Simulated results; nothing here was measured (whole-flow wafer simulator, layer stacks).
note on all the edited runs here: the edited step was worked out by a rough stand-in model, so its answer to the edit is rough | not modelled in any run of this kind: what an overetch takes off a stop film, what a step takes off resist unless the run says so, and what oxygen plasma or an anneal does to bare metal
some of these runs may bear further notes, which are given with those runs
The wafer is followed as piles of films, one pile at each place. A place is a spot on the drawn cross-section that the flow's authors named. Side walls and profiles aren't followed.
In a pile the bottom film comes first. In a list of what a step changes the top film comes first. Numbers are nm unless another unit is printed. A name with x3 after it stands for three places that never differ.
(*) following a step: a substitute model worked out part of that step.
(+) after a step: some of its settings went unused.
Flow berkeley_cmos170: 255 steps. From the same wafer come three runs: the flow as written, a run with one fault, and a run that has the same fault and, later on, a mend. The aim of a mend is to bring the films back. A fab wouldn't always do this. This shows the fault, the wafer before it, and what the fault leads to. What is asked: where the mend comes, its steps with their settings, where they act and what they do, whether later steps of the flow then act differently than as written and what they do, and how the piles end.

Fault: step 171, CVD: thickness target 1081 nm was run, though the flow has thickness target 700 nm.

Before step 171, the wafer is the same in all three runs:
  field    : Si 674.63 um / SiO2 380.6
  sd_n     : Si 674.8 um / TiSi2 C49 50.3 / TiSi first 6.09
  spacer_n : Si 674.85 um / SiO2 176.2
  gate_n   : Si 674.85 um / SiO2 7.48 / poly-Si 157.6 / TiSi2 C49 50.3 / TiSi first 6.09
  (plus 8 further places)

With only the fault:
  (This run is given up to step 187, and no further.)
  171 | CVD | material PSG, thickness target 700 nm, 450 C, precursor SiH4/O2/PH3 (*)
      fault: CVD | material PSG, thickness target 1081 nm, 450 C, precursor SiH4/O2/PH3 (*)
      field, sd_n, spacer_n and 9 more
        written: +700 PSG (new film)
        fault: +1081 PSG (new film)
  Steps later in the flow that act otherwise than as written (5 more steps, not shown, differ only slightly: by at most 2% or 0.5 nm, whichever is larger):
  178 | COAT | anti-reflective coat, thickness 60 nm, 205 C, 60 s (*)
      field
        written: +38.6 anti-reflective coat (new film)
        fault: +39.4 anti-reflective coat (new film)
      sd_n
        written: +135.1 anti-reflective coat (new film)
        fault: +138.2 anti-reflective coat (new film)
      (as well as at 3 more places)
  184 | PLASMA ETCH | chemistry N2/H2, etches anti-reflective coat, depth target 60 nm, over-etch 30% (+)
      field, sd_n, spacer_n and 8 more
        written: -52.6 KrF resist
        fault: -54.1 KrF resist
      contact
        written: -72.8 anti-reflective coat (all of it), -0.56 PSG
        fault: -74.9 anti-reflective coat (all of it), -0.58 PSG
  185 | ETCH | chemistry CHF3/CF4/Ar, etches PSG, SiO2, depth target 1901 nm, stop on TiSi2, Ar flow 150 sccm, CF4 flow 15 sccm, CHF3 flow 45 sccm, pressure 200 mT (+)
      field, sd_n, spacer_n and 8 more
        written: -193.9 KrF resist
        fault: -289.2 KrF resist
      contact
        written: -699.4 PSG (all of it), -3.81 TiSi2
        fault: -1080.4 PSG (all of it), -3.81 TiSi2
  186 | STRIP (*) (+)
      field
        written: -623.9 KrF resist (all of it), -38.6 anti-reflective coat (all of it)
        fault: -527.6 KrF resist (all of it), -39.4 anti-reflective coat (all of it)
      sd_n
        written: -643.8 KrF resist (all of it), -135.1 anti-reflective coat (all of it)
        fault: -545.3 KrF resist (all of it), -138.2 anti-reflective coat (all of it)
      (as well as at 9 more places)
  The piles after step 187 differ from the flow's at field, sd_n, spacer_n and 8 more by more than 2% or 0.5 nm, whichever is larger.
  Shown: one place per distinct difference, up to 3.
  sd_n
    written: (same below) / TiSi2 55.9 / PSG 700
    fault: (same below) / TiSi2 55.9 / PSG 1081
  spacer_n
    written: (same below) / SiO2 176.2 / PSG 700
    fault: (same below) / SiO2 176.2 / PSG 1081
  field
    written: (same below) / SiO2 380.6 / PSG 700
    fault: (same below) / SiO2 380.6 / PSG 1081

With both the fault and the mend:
  The mend follows step 171.
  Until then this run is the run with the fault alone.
  171a | ETCH | chemistry boe, depth target 381 nm
      field, sd_n, spacer_n and 9 more
        -381 PSG
  Every later step of the flow that is run acts as written, at every place that is followed, to within 2% or 0.5 nm, whichever is larger.
  At the end the piles are close to the flow's at the places that both follow, differing by at most 2% or 0.5 nm, whichever is larger.
